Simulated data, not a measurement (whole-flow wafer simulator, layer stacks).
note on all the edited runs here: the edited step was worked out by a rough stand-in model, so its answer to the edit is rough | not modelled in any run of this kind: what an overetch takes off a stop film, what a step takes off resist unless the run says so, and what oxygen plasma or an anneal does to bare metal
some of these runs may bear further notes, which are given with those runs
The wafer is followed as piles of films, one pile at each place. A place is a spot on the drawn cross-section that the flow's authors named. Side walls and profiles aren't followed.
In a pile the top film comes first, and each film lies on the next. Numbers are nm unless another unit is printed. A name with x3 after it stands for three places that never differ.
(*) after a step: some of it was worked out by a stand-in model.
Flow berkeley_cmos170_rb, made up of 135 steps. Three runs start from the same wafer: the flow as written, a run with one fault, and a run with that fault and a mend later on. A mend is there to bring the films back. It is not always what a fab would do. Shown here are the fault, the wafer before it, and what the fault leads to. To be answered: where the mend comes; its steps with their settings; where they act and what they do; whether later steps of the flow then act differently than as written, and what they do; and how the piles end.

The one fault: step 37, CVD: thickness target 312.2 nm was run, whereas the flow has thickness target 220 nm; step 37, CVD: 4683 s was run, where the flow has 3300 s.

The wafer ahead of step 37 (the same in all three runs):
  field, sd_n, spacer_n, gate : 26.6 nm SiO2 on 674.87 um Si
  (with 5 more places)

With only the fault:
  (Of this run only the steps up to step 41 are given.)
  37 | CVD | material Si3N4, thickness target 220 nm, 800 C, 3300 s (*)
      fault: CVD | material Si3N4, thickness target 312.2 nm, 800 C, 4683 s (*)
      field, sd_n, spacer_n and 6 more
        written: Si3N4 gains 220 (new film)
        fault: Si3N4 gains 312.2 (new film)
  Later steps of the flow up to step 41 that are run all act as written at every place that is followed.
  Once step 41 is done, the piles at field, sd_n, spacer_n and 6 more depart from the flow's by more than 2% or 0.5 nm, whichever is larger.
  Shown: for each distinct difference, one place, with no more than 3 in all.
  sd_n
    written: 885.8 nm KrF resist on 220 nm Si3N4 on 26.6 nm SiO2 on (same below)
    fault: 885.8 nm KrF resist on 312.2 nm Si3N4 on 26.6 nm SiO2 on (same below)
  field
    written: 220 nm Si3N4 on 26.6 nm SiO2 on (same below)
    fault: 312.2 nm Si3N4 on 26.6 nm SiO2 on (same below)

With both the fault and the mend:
  The mend follows step 37.
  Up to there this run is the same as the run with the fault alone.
  37a | ETCH | chemistry h3po4, depth target 359.1 nm (a further turn of the flow's step 30, with different settings)
      field, sd_n, spacer_n and 6 more
        Si3N4 loses 312.2 (all of it)
  37b | CLEAN (*)
      leaves every film unchanged at each place that is followed
  37c | CVD | material Si3N4, thickness target 220 nm, 800 C, 3300 s (*) (a further turn of the flow's step 37)
      field, sd_n, spacer_n and 6 more
        Si3N4 gains 220 (new film)
  Later steps of the flow that are run all act as written at every place that is followed.
  By the end, the piles equal the flow's at every place that both follow.
